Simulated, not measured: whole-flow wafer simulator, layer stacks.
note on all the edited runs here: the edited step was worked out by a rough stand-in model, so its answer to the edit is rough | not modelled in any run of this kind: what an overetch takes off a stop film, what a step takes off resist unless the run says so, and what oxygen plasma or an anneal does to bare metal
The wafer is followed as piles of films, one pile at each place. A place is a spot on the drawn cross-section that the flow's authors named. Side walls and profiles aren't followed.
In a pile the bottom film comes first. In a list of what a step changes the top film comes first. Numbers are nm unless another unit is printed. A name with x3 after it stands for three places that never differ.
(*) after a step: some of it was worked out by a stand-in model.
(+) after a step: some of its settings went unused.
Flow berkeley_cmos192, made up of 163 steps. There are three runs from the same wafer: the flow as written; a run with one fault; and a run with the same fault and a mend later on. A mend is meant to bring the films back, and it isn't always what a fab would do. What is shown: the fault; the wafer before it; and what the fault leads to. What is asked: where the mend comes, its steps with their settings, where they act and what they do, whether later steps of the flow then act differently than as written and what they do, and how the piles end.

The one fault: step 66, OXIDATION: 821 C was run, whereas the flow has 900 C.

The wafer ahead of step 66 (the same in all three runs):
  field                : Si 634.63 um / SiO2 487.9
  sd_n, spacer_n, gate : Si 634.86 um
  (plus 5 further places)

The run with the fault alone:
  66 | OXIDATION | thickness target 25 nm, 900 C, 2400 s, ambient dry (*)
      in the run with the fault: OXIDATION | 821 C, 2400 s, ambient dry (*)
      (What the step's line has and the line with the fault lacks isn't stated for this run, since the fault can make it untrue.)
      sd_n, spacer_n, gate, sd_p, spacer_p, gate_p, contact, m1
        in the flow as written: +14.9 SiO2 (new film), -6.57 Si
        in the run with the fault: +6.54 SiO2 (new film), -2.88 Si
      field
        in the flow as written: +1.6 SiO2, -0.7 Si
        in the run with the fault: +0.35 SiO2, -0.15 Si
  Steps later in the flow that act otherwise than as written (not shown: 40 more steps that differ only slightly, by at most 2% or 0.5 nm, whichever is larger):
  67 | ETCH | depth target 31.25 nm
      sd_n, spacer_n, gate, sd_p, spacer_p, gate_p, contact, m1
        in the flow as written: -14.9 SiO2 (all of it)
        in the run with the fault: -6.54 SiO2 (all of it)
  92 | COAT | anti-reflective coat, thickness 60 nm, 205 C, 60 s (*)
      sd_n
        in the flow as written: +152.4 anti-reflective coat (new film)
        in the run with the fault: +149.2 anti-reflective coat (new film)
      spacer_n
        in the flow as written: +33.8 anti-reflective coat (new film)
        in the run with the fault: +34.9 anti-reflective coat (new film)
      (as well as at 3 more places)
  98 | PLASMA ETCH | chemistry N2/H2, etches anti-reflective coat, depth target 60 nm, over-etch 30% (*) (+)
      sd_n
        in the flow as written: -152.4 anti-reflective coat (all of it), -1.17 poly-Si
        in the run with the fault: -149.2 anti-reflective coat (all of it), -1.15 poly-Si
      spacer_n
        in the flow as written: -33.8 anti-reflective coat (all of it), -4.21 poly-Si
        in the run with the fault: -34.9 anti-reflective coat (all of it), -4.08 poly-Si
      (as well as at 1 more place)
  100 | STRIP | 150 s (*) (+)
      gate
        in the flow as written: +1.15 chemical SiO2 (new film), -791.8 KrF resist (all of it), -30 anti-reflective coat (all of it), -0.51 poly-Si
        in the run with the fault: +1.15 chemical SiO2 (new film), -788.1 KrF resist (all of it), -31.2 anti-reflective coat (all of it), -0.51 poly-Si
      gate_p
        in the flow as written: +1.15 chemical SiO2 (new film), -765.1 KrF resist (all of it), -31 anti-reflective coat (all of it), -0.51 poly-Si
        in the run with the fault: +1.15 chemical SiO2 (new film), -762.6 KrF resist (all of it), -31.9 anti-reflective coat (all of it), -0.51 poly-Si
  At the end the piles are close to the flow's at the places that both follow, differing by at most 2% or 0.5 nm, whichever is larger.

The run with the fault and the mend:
  The mend stands after step 66.
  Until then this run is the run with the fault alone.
  66a | OXIDATION | 900 C, 1845 s, ambient dry (*) (the flow's step 66, run once more with other settings)
      sd_n, spacer_n, gate, sd_p, spacer_p, gate_p, contact, m1
        +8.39 SiO2, -3.69 Si
      field
        +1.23 SiO2, -0.54 Si
  None of the later steps of the flow differs from how it acts as written, at any place that is followed, by more than 2% or 0.5 nm, whichever is larger.
  The piles end the same as the flow's at every place that both follow.
